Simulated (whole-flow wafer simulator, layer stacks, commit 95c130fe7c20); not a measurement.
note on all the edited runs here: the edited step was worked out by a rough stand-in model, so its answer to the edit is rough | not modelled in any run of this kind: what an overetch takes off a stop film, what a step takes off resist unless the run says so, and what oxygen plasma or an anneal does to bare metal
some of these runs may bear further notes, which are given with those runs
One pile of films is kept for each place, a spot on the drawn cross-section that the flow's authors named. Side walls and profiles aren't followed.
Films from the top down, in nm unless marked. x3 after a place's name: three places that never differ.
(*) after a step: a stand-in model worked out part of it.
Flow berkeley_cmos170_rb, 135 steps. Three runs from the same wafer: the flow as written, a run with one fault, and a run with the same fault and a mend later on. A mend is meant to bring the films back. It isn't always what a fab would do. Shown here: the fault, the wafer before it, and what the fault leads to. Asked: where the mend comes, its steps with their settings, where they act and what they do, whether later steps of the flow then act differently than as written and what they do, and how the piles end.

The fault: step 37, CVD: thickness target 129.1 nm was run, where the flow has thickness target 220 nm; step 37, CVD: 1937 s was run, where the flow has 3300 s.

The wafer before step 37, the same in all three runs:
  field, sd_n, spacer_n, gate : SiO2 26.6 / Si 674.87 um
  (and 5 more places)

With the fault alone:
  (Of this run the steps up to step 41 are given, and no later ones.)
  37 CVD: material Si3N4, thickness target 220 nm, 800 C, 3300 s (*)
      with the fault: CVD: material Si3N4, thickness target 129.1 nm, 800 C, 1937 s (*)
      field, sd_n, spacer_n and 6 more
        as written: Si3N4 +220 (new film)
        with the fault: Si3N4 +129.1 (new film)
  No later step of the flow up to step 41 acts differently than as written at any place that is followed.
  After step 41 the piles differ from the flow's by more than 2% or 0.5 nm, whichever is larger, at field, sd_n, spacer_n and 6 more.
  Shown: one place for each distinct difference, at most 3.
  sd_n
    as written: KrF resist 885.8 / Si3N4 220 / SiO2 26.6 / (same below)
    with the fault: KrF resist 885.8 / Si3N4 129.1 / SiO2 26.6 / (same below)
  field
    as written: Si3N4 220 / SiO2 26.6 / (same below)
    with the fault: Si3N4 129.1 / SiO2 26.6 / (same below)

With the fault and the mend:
  The mend comes after step 37.
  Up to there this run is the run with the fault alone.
  37a ETCH: chemistry h3po4, depth target 148.1 nm (the flow's step 30 once more, with other settings)
      field, sd_n, spacer_n and 6 more
        Si3N4 -129.1 (all of it)
  37b CLEAN (*)
      changes no film at any place that is followed
  37c CVD: material Si3N4, thickness target 220 nm, 800 C, 3300 s (*) (the flow's step 37 once more)
      field, sd_n, spacer_n and 6 more
        Si3N4 +220 (new film)
  No later step of the flow acts differently than as written at any place that is followed.
  At the end the piles are the same as the flow's at every place that both follow.
